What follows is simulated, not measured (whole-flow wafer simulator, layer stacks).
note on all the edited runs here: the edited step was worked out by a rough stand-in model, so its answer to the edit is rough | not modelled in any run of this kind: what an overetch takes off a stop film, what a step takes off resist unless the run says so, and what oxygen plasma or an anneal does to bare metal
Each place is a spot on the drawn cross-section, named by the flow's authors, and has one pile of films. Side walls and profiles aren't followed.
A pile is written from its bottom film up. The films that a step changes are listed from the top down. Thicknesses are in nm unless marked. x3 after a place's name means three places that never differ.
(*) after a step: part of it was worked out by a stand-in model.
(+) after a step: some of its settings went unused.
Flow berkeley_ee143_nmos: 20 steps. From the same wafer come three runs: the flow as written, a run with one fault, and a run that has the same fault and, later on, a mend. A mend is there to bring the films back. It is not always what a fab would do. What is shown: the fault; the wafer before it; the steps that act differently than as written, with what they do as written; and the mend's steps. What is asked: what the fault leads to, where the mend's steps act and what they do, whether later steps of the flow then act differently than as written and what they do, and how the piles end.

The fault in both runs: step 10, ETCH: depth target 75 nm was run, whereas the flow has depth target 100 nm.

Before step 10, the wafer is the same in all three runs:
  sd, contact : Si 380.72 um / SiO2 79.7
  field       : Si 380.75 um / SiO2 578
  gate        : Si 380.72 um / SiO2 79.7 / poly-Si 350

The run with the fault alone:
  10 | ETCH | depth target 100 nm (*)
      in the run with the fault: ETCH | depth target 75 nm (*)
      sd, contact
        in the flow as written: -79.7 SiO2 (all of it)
        in the run with the fault: -75 SiO2
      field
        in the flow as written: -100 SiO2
        in the run with the fault: -75 SiO2
  Steps later in the flow that act otherwise than as written (1 other step is not shown; it differs only slightly, by no more than 2% or 0.5 nm, whichever is larger):
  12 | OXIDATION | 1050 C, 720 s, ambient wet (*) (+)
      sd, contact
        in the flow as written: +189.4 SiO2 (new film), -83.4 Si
        in the run with the fault: +186 SiO2, -81.8 Si
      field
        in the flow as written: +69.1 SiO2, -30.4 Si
        in the run with the fault: +66.7 SiO2, -29.4 Si
  At field, the piles at the end differ from the flow's by more than 2% or 0.5 nm, whichever is larger.
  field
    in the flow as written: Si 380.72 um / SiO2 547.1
    in the run with the fault: Si 380.72 um / SiO2 569.7

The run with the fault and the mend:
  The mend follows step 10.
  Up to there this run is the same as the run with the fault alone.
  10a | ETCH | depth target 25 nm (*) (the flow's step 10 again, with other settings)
      sd, contact
        -4.69 SiO2 (all of it)
      field
        -25 SiO2
  Later steps of the flow that are run all act as written at every place that is followed.
  By the end, the piles equal the flow's at every place that both follow.
